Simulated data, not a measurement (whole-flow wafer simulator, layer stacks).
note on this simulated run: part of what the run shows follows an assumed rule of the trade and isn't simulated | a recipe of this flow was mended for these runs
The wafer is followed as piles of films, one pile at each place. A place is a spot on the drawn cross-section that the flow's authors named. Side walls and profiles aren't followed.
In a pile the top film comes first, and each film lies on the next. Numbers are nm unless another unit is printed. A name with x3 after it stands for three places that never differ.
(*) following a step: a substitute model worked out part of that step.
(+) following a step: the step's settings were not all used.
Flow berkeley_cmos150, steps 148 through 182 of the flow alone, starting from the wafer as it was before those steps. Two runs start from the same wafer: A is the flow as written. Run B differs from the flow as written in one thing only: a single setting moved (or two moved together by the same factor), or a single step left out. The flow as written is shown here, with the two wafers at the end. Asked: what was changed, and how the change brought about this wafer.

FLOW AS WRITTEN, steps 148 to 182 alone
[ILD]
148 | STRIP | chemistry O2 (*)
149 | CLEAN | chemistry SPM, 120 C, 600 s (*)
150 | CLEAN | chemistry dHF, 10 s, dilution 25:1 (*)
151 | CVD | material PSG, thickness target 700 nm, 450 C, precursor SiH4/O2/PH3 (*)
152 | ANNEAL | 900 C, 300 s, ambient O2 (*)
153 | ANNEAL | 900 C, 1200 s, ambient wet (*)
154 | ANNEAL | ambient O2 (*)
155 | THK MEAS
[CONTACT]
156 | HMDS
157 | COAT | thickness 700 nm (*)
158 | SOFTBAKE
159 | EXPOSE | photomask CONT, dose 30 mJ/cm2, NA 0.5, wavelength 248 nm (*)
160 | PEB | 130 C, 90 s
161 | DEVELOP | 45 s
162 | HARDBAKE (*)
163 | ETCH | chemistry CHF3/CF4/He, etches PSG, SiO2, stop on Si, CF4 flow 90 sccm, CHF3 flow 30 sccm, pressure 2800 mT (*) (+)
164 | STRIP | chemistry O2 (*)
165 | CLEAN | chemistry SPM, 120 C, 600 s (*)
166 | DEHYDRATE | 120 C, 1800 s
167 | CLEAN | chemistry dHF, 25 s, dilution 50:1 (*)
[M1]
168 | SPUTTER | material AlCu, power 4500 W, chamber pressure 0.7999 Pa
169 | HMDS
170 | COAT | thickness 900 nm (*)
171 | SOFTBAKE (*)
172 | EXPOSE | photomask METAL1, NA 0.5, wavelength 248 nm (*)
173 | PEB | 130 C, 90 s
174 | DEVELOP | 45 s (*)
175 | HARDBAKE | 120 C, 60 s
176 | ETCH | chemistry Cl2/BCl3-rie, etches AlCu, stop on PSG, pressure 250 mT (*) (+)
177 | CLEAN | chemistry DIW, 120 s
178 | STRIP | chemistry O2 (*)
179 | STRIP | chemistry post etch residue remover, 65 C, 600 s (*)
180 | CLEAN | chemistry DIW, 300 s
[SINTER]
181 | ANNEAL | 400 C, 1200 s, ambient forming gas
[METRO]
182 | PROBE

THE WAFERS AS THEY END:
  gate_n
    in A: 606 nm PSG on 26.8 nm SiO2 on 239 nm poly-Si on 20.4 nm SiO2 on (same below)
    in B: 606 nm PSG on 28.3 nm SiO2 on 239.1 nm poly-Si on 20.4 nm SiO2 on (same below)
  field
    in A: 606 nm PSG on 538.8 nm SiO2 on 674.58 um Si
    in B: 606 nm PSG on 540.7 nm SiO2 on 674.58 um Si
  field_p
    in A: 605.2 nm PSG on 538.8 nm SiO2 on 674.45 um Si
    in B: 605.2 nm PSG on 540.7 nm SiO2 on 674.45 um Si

The reason: step 150, CLEAN: chemistry dHF, 10 s, dilution 25:1 (*), was not run.

Step by step, how the change led to this:
  153 | ANNEAL | 900 C, 1200 s, ambient wet (*)
      gate_n: A PSG loses 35, SiO2 gains 26.8 (new film), poly-Si loses 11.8 | B PSG loses 35, SiO2 gains 28.3 (new film), chemical SiO2 loses 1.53 (all of it), poly-Si loses 11.8
      gate_p: A PSG loses 35, SiO2 gains 26.8 (new film), poly-Si loses 11.8 | B PSG loses 35, SiO2 gains 28.3 (new film), chemical SiO2 loses 1.52 (all of it), poly-Si loses 11.8
  163 | ETCH | chemistry CHF3/CF4/He, etches PSG, SiO2, stop on Si, CF4 flow 90 sccm, CHF3 flow 30 sccm, pressure 2800 mT (*) (+)
      contact: A PSG loses 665 (all of it), SiO2 loses 38.1 (all of it), Si loses 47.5 | B PSG loses 665 (all of it), SiO2 loses 40 (all of it), Si loses 47.5
